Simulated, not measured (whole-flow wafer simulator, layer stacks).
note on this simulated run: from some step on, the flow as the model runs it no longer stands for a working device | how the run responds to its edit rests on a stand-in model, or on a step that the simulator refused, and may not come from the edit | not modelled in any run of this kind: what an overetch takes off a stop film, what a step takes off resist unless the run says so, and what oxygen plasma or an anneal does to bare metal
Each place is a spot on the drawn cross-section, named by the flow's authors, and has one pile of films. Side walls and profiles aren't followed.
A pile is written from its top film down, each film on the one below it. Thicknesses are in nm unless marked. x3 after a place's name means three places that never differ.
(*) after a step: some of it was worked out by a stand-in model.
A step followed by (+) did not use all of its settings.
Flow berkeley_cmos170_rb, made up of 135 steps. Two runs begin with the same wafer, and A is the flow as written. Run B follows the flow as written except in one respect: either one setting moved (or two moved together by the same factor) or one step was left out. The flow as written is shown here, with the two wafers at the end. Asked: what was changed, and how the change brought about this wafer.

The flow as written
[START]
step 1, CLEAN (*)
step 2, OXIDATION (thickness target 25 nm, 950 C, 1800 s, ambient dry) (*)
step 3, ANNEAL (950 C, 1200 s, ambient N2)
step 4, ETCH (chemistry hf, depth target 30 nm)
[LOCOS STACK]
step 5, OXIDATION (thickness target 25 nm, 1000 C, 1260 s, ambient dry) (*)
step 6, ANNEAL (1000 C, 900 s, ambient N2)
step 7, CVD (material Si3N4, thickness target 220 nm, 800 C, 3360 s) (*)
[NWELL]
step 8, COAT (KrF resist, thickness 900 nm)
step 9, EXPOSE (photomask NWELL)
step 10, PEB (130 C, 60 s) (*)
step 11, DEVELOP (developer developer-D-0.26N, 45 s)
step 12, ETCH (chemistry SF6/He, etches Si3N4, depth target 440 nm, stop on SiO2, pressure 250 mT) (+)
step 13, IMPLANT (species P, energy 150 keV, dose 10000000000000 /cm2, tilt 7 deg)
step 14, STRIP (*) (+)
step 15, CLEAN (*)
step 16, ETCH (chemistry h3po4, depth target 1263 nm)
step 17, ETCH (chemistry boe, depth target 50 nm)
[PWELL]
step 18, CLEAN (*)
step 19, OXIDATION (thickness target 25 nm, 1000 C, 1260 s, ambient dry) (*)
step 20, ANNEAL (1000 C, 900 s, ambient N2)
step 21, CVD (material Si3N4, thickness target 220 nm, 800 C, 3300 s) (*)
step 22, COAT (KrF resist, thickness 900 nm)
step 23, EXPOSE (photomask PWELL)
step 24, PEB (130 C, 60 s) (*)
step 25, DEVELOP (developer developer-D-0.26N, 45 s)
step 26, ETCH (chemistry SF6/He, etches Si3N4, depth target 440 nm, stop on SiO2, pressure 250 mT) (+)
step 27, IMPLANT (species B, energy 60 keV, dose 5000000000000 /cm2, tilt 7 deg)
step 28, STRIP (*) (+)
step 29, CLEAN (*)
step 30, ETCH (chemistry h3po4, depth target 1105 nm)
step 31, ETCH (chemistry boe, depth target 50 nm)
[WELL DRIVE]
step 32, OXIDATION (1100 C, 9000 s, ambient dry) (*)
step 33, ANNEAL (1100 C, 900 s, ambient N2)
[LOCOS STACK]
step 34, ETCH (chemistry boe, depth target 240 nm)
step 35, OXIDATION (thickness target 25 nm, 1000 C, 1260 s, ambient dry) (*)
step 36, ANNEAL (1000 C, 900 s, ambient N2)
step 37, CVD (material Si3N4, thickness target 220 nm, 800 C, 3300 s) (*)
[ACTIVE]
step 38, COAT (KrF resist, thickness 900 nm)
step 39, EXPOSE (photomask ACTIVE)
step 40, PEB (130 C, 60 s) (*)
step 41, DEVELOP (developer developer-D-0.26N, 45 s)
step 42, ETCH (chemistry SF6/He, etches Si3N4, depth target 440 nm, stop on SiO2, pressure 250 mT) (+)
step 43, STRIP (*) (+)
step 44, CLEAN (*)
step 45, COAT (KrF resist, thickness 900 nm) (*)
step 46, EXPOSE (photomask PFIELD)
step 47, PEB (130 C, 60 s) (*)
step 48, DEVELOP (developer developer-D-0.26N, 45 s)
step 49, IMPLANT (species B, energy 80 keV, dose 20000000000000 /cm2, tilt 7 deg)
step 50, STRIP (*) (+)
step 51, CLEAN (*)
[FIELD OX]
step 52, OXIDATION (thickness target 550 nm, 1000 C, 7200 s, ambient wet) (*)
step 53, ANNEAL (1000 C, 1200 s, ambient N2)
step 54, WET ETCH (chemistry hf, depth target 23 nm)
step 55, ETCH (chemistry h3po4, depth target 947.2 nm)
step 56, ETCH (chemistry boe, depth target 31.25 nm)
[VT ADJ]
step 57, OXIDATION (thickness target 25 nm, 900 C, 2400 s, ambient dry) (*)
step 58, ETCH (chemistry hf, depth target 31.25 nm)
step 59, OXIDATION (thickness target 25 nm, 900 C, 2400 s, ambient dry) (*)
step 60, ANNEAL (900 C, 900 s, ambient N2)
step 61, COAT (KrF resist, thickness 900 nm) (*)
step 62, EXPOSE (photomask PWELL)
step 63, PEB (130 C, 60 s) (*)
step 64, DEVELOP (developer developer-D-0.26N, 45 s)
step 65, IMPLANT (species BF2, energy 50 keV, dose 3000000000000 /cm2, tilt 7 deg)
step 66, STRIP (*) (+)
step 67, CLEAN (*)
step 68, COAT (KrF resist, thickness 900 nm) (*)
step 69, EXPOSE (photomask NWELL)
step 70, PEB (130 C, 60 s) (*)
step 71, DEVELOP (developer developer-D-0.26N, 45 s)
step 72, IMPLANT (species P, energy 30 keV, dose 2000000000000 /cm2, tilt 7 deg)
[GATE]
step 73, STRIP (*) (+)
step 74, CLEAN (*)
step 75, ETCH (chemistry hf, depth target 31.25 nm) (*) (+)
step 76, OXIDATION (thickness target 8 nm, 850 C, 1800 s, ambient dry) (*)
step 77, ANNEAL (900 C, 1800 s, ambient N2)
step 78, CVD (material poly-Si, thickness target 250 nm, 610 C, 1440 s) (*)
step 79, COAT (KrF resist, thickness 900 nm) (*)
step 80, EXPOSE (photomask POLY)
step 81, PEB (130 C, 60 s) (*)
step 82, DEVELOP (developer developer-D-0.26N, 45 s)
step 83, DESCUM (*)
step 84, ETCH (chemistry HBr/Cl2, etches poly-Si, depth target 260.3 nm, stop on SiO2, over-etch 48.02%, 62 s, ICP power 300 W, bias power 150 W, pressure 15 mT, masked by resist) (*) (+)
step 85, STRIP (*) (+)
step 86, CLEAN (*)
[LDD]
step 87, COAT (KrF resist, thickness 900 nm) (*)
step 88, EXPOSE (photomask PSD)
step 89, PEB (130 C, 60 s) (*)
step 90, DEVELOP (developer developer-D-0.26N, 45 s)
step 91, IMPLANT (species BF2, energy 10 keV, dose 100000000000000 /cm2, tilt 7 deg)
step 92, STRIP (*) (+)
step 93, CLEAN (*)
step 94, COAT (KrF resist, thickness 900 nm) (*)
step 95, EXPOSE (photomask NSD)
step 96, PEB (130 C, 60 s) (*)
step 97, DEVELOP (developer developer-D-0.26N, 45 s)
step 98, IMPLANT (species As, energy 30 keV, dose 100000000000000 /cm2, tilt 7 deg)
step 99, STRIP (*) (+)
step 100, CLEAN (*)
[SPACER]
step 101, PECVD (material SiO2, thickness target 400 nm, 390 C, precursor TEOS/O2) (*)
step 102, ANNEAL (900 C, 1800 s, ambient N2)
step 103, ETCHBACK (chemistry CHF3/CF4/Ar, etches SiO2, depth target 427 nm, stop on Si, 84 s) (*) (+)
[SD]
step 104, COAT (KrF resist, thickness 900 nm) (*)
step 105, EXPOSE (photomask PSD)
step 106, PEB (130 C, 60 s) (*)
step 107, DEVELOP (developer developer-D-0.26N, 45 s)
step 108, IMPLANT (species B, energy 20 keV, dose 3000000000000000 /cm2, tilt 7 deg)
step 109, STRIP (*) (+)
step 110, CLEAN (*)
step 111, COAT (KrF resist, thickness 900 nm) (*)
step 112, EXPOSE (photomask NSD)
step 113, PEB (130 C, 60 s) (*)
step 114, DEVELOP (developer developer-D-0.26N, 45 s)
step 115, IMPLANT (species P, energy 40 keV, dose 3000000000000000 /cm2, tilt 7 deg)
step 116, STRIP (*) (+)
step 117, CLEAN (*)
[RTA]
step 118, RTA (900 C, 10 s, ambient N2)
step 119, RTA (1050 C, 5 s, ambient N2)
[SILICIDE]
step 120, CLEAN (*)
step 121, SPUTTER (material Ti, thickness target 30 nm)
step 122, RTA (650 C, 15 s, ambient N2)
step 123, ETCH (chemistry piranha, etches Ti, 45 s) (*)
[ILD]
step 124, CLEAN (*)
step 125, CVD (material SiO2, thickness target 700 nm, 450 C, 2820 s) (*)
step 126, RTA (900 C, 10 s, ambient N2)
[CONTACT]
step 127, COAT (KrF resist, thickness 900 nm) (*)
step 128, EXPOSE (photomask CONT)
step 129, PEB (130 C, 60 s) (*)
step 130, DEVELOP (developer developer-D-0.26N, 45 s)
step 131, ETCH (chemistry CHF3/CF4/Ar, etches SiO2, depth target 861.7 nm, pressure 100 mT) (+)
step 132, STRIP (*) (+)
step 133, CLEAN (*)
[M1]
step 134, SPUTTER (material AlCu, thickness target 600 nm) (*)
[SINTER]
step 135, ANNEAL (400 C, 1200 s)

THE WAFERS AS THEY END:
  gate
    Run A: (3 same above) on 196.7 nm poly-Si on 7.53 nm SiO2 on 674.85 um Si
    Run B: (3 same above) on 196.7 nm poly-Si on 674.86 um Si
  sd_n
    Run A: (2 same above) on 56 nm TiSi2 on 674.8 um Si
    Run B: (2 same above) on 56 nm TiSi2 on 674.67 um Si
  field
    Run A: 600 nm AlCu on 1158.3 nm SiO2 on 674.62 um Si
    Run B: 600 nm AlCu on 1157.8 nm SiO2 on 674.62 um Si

The reason: step 76, OXIDATION: thickness target 8 nm, 850 C, 1800 s, ambient dry (*), was not run.

Step by step, how the change led to this:
  step 84, ETCH (chemistry HBr/Cl2, etches poly-Si, depth target 260.3 nm, stop on SiO2, over-etch 48.02%, 62 s, ICP power 300 W, bias power 150 W, pressure 15 mT, masked by resist) (*) (+)
      sd_n, spacer_n, sd_p, spacer_p, contact, m1: A poly-Si loses 250 (all of it), SiO2 loses 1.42 | B poly-Si loses 250 (all of it), Si loses 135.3
  step 87, COAT (KrF resist, thickness 900 nm) (*)
      field: A KrF resist gains 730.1 (new film) | B KrF resist gains 646.3 (new film)
      sd_n: A KrF resist gains 962.1 (new film) | B KrF resist gains 1012.1 (new film)
      (as well as at 7 more places)
  step 90, DEVELOP (developer developer-D-0.26N, 45 s)
      sd_p: A KrF resist loses 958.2 (all of it) | B KrF resist loses 1001.7 (all of it)
      spacer_p: A KrF resist loses 956.5 (all of it) | B KrF resist loses 995.4 (all of it)
      (as well as at 1 more place)
  step 92, STRIP (*) (+)
      field: A KrF resist loses 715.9 (all of it) | B KrF resist loses 632.1 (all of it)
      sd_n: A KrF resist loses 947.9 (all of it) | B KrF resist loses 997.9 (all of it)
      (as well as at 4 more places)
  step 94, COAT (KrF resist, thickness 900 nm) (*)
      field: A KrF resist gains 730.1 (new film) | B KrF resist gains 646.3 (new film)
      sd_n: A KrF resist gains 962.1 (new film) | B KrF resist gains 1012.1 (new film)
      (as well as at 7 more places)
  step 97, DEVELOP (developer developer-D-0.26N, 45 s)
      sd_n: A KrF resist loses 962.1 (all of it) | B KrF resist loses 1012.1 (all of it)
      spacer_n: A KrF resist loses 956.1 (all of it) | B KrF resist loses 994 (all of it)
      (as well as at 2 more places)
  step 99, STRIP (*) (+)
      field: A KrF resist loses 715.9 (all of it) | B KrF resist loses 632.1 (all of it)
      sd_p: A KrF resist loses 944 (all of it) | B KrF resist loses 987.5 (all of it)
      (as well as at 3 more places)
  step 101, PECVD (material SiO2, thickness target 400 nm, 390 C, precursor TEOS/O2) (*)
      sd_n, contact, m1: A SiO2 gains 400 | B SiO2 gains 400 (new film)
      sd_p, spacer_p: A SiO2 gains 382.3 | B SiO2 gains 371.7 (new film)
      (as well as at 1 more place)
  step 103, ETCHBACK (chemistry CHF3/CF4/Ar, etches SiO2, depth target 427 nm, stop on Si, 84 s) (*) (+)
      spacer_n, spacer_p: A SiO2 loses 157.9 | B nothing
      sd_p: A SiO2 loses 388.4 (all of it) | B SiO2 loses 371.7 (all of it)
  step 104, COAT (KrF resist, thickness 900 nm) (*)
      field: A KrF resist gains 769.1 (new film) | B KrF resist gains 704.9 (new film)
      sd_n: A KrF resist gains 982.1 (new film) | B KrF resist gains 1039.5 (new film)
      (as well as at 7 more places)
  step 107, DEVELOP (developer developer-D-0.26N, 45 s)
      sd_p: A KrF resist loses 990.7 (all of it) | B KrF resist loses 1043.3 (all of it)
      spacer_p: A KrF resist loses 767.7 (all of it) | B KrF resist loses 684.7 (all of it)
      (as well as at 1 more place)
  step 109, STRIP (*) (+)
      field: A KrF resist loses 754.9 (all of it) | B KrF resist loses 690.7 (all of it)
      sd_n: A KrF resist loses 967.9 (all of it) | B KrF resist loses 1025.3 (all of it)
      (as well as at 4 more places)
  step 111, COAT (KrF resist, thickness 900 nm) (*)
      field: A KrF resist gains 769.1 (new film) | B KrF resist gains 704.9 (new film)
      sd_n: A KrF resist gains 982.1 (new film) | B KrF resist gains 1039.5 (new film)
      (as well as at 7 more places)
  step 114, DEVELOP (developer developer-D-0.26N, 45 s)
      sd_n: A KrF resist loses 982.1 (all of it) | B KrF resist loses 1039.5 (all of it)
      spacer_n: A KrF resist loses 766.3 (all of it) | B KrF resist loses 690.3 (all of it)
      (as well as at 2 more places)
  step 116, STRIP (*) (+)
      field: A KrF resist loses 754.9 (all of it) | B KrF resist loses 690.7 (all of it)
      sd_p: A KrF resist loses 976.5 (all of it) | B KrF resist loses 1029.1 (all of it)
      (as well as at 3 more places)
  step 121, SPUTTER (material Ti, thickness target 30 nm)
      sd_p: A Ti gains 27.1 (new film) | B Ti gains 24.9 (new film)
  ... 5 other steps ...
  step 134, SPUTTER (material AlCu, thickness target 600 nm) (*)
      sd_p: A AlCu gains 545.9 (new film) | B AlCu gains 486.6 (new film)
